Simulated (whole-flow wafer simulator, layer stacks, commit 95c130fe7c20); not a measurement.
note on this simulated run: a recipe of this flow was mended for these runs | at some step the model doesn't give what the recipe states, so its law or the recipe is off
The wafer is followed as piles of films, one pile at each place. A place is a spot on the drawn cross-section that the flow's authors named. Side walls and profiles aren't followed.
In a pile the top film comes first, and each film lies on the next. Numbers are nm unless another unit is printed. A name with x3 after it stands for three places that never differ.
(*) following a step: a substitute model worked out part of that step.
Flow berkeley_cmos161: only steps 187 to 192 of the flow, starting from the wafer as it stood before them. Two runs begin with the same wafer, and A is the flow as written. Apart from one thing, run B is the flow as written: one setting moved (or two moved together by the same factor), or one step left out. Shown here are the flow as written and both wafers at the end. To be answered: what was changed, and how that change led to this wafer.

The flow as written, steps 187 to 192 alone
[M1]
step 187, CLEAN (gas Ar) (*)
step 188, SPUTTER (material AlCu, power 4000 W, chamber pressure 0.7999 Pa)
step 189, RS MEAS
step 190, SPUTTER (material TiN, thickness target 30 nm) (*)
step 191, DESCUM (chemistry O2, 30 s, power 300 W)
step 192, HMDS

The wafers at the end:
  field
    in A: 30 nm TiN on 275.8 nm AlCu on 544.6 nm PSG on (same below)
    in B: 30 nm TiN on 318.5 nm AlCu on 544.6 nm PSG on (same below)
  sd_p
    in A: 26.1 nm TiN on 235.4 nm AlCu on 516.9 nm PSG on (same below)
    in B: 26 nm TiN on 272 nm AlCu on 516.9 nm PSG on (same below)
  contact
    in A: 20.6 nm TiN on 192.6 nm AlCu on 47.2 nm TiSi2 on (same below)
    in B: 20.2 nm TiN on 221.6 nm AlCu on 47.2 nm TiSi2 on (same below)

Cause: step 188, SPUTTER: power 4640 W was run, whereas the flow has power 4000 W.

How this came from the change, step by step:
  step 188, SPUTTER (material AlCu, power 4000 W, chamber pressure 0.7999 Pa)
      field, sd_n, spacer_n, gate_n, spacer_p, gate_p, m1: A AlCu gains 275.8 (new film) | B AlCu gains 318.5 (new film)
      sd_p: A AlCu gains 235.4 (new film) | B AlCu gains 272 (new film)
      (and at 1 other place as well)
